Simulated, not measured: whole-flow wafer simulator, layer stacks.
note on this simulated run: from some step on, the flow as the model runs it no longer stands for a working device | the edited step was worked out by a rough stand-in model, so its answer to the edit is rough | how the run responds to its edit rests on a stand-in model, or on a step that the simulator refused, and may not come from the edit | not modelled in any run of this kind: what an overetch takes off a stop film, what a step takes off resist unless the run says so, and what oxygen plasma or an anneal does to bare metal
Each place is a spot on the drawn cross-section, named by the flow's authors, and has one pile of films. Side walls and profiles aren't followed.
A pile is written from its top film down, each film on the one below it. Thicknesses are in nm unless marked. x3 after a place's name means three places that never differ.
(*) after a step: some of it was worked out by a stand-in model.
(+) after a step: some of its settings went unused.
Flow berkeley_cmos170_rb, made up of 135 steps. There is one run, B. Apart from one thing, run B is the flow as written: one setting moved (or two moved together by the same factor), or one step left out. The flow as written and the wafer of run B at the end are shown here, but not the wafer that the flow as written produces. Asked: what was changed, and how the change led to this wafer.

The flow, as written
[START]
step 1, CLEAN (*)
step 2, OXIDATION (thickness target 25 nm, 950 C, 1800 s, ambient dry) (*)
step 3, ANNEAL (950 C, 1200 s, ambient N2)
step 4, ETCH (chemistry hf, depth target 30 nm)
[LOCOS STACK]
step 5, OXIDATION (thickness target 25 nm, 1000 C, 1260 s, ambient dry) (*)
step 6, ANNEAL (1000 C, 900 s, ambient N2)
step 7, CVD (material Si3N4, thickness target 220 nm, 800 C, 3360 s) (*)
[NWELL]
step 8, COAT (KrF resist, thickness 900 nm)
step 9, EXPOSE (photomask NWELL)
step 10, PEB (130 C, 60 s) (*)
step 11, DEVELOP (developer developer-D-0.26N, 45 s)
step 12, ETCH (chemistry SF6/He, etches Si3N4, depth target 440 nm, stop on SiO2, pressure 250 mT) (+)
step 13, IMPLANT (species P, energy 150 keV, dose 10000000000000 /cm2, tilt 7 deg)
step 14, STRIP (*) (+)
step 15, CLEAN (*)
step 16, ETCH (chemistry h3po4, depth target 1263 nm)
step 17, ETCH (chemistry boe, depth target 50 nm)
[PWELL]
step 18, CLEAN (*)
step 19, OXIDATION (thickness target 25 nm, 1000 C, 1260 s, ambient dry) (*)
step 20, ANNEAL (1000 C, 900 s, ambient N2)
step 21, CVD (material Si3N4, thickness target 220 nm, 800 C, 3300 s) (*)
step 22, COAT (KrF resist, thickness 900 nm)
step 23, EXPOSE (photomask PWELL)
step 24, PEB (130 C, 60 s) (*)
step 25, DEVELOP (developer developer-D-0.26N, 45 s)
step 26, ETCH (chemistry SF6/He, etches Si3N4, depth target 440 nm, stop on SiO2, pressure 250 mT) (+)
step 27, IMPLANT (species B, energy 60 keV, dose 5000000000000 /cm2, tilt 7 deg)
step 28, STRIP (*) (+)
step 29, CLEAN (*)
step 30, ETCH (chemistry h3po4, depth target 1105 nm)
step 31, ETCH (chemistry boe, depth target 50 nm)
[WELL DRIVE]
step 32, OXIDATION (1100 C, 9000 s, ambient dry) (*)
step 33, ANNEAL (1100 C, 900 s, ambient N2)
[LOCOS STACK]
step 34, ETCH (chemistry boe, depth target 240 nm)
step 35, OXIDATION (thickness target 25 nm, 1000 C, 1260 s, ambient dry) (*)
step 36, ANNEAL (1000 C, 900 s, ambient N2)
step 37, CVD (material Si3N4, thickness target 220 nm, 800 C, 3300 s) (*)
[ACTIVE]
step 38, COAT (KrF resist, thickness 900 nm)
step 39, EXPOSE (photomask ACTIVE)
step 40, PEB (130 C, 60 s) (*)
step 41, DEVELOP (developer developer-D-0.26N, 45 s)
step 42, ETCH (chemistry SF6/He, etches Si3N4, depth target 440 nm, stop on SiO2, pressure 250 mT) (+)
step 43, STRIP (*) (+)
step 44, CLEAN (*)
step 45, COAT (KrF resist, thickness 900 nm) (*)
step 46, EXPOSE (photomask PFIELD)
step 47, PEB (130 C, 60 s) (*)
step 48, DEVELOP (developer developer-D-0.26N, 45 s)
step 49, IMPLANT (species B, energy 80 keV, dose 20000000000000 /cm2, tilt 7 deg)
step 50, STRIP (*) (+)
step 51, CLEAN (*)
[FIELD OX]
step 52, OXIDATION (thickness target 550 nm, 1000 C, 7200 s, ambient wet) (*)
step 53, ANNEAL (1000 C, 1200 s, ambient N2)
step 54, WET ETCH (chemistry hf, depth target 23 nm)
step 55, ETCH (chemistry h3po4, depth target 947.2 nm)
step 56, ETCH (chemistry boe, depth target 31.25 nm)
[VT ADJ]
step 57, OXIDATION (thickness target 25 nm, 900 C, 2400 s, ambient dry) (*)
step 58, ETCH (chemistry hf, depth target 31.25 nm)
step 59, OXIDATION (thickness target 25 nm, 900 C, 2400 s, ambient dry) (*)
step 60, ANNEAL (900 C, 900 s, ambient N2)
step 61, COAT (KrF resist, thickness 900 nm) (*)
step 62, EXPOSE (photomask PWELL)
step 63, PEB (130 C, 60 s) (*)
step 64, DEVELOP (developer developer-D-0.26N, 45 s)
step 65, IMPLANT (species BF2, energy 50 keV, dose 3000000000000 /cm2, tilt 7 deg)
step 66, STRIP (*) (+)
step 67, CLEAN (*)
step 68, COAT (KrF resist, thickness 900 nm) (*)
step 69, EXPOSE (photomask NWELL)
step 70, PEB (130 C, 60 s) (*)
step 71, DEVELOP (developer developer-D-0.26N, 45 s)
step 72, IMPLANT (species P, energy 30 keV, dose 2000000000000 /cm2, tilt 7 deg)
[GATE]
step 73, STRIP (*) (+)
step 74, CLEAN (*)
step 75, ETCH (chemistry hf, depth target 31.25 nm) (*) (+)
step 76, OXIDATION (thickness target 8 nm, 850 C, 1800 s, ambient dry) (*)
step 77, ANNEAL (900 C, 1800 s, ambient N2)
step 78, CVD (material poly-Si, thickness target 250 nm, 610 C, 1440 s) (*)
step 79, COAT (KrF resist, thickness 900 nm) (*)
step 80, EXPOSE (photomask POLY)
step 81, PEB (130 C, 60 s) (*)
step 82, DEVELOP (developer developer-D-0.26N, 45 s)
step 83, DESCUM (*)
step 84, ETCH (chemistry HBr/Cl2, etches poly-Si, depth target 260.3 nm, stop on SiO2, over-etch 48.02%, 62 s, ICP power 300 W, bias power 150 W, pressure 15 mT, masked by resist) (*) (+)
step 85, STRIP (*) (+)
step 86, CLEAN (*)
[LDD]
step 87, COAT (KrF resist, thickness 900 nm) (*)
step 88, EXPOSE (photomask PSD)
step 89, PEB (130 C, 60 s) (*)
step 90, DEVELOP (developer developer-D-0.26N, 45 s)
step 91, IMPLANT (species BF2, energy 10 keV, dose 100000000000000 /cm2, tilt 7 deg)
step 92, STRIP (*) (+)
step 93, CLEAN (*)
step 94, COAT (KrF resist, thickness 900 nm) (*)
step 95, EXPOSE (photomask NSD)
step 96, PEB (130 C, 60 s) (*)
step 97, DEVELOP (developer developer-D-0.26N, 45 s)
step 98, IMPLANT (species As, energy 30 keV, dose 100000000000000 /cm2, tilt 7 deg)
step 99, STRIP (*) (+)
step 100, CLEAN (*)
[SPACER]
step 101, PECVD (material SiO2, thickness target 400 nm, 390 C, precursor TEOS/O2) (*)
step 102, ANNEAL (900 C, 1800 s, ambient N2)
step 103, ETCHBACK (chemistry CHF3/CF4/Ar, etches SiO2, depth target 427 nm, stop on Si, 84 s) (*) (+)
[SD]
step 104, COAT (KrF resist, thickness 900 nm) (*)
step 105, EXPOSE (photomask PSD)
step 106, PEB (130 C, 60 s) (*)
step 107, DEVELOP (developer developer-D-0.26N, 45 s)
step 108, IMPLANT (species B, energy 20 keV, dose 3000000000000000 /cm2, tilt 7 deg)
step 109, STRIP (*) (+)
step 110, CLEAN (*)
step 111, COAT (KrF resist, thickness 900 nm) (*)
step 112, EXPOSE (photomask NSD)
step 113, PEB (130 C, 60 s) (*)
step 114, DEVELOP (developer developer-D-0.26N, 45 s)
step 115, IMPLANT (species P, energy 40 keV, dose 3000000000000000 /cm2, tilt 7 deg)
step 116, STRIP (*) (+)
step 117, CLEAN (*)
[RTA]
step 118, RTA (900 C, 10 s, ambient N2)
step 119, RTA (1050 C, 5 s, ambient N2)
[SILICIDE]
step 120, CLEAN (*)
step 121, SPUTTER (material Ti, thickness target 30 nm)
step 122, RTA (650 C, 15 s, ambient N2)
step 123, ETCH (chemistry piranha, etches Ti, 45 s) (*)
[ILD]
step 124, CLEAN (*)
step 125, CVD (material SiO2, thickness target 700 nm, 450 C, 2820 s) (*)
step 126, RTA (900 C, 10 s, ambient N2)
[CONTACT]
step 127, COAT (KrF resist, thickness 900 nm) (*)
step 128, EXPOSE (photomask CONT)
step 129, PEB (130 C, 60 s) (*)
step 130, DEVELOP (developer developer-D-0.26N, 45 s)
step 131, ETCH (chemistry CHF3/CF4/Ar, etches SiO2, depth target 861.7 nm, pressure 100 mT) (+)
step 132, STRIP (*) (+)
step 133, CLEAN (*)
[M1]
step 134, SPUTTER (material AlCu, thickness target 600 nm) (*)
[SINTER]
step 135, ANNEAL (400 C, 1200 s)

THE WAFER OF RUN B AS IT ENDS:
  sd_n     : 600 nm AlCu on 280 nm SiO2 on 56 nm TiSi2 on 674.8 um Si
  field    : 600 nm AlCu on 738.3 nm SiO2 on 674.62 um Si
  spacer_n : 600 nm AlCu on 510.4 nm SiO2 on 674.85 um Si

What caused this: step 125, CVD: 1128 s was run, though the flow has 2820 s.

Step by step, how the change led to this:
  step 125, CVD (material SiO2, thickness target 700 nm, 450 C, 2820 s) (*)
      sd_n, gate, sd_p, gate_p, contact, m1: SiO2 gains 280 (new film) (it would be, as written: SiO2 gains 700 (new film))
      field, spacer_n, spacer_p: SiO2 gains 280 (it would be, as written: SiO2 gains 700)
  step 127, COAT (KrF resist, thickness 900 nm) (*)
      field: KrF resist gains 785 (new film) (it would be, as written: KrF resist gains 804.9 (new film))
      spacer_n: KrF resist gains 796.3 (new film) (it would be, as written: KrF resist gains 819.8 (new film))
      (as well as at 4 more places)
  step 131, ETCH (chemistry CHF3/CF4/Ar, etches SiO2, depth target 861.7 nm, pressure 100 mT) (+)
      field, sd_n, spacer_n, gate, sd_p, spacer_p, gate_p, m1: KrF resist loses 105 (it would be, as written: KrF resist loses 215.4)
      contact: SiO2 loses 280 (all of it), TiSi2 loses 7 (it would be, as written: SiO2 loses 700 (all of it), TiSi2 loses 8.08)
  step 132, STRIP (*) (+)
      field: KrF resist loses 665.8 (all of it) (it would be, as written: KrF resist loses 575.3 (all of it))
      sd_n: KrF resist loses 873.2 (all of it) (it would be, as written: KrF resist loses 780.4 (all of it))
      (as well as at 6 more places)
  step 134, SPUTTER (material AlCu, thickness target 600 nm) (*)
      contact: AlCu gains 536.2 (new film) (it would be, as written: AlCu gains 415.1 (new film))
